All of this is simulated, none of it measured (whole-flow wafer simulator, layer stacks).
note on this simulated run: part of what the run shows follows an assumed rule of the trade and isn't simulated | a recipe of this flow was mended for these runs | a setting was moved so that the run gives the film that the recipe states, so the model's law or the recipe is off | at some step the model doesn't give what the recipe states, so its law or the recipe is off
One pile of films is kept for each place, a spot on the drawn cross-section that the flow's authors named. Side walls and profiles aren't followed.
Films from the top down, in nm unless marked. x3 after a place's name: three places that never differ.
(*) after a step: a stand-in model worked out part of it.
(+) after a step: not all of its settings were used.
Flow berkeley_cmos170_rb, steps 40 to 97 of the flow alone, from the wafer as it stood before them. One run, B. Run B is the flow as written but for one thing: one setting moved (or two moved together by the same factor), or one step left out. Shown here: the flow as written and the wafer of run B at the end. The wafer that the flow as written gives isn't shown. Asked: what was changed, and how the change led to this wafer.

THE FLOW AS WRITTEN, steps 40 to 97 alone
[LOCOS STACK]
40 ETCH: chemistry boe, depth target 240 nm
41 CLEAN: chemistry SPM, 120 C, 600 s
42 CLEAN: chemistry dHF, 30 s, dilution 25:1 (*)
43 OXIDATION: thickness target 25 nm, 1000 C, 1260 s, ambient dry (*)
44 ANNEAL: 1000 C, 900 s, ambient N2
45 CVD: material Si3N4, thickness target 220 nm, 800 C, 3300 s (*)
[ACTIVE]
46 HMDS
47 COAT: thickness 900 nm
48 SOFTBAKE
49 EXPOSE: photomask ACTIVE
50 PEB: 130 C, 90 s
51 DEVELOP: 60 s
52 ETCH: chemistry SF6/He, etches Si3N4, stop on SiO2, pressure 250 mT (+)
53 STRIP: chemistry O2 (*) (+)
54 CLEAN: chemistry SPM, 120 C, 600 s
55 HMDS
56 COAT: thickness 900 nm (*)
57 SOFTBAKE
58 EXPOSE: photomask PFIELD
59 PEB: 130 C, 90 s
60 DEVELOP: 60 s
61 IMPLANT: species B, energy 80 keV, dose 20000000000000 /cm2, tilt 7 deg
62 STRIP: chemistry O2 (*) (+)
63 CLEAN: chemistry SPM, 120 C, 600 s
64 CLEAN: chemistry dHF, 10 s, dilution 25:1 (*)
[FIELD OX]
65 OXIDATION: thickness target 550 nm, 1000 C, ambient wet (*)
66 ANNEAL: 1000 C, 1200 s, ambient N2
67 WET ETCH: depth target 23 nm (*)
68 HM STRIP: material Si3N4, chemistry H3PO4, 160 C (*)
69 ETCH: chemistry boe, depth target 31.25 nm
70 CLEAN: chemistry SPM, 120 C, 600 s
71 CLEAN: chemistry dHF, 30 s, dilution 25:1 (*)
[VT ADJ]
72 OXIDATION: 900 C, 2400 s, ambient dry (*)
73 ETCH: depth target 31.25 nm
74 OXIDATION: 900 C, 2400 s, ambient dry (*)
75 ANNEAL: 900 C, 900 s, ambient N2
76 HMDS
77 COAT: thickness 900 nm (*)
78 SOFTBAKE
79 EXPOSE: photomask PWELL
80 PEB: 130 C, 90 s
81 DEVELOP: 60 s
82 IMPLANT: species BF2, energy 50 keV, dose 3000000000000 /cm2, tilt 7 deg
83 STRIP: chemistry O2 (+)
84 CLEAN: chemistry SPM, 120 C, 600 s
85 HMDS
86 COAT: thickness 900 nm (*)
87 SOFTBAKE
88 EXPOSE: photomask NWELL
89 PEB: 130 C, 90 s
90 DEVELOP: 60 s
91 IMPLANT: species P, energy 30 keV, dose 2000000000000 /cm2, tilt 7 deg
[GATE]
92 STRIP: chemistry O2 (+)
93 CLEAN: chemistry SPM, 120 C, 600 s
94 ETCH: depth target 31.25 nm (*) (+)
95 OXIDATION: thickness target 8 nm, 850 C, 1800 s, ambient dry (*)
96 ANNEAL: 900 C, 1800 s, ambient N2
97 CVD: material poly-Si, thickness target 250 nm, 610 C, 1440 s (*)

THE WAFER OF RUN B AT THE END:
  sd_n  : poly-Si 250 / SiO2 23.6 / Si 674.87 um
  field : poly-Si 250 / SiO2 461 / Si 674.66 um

The cause: step 40, ETCH: depth target 96 nm was run, where the flow has depth target 240 nm.

How the change led to this, step by step:
  40 ETCH: chemistry boe, depth target 240 nm
      field, sd_n, spacer_n and 6 more: SiO2 -96 (as written it would be: SiO2 -197.6 (all of it))
  41 CLEAN: chemistry SPM, 120 C, 600 s
      field, sd_n, spacer_n and 6 more: nothing (as written it would be: chemical SiO2 +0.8 (new film), Si -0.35)
  42 CLEAN: chemistry dHF, 30 s, dilution 25:1 (*)
      field, sd_n, spacer_n and 6 more: SiO2 -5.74 (as written it would be: chemical SiO2 -0.8 (all of it))
  43 OXIDATION: thickness target 25 nm, 1000 C, 1260 s, ambient dry (*)
      field, sd_n, spacer_n and 6 more: SiO2 +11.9, Si -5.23 (as written it would be: SiO2 +26.6 (new film), Si -11.7)
  65 OXIDATION: thickness target 550 nm, 1000 C, ambient wet (*)
      sd_n: SiO2 +12.1 (new film), Si3N4 -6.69 (as written it would be: SiO2 +12.1 (new film), Si3N4 -6.69, SiO2 +1.54, Si -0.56)
      gate: SiO2 +12.1 (new film), Si3N4 -6.69 (as written it would be: SiO2 +12.1 (new film), Si3N4 -6.69, SiO2 +0.05, Si -0.05)
      (and at 2 more places)
  69 ETCH: chemistry boe, depth target 31.25 nm
      spacer_n, spacer_p, gate_p, contact, m1: SiO2 -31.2 (as written it would be: SiO2 -23.2 (all of it))
      gate, sd_p: SiO2 -31.2 (as written it would be: SiO2 -23.3 (all of it))
      (and at 1 more place)
  70 CLEAN: chemistry SPM, 120 C, 600 s
      sd_n, spacer_n, gate, sd_p, spacer_p, gate_p, contact, m1: nothing (as written it would be: chemical SiO2 +0.8 (new film), Si -0.35)
  71 CLEAN: chemistry dHF, 30 s, dilution 25:1 (*)
      sd_n, spacer_n, gate, sd_p, spacer_p, gate_p, contact, m1: SiO2 -5.74 (as written it would be: chemical SiO2 -0.8 (all of it))
  72 OXIDATION: 900 C, 2400 s, ambient dry (*)
      sd_n, spacer_n, gate, sd_p, spacer_p, gate_p, contact, m1: SiO2 +7.56, Si -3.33 (as written it would be: SiO2 +15 (new film), Si -6.62)
  73 ETCH: depth target 31.25 nm
      sd_n, spacer_n, gate, sd_p, spacer_p, gate_p, contact, m1: SiO2 -31.3 (as written it would be: SiO2 -15 (all of it))
  74 OXIDATION: 900 C, 2400 s, ambient dry (*)
      sd_n, spacer_n, gate, sd_p, spacer_p, gate_p, contact, m1: SiO2 +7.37, Si -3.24 (as written it would be: SiO2 +15 (new film), Si -6.62)
  94 ETCH: depth target 31.25 nm (*) (+)
      sd_n, spacer_n, gate, sd_p, spacer_p, gate_p, contact, m1: SiO2 -31.2 (as written it would be: SiO2 -15 (all of it))
  95 OXIDATION: thickness target 8 nm, 850 C, 1800 s, ambient dry (*)
      sd_n, spacer_n, gate, sd_p, spacer_p, gate_p, contact, m1: SiO2 +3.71, Si -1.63 (as written it would be: SiO2 +7.53 (new film), Si -3.31)
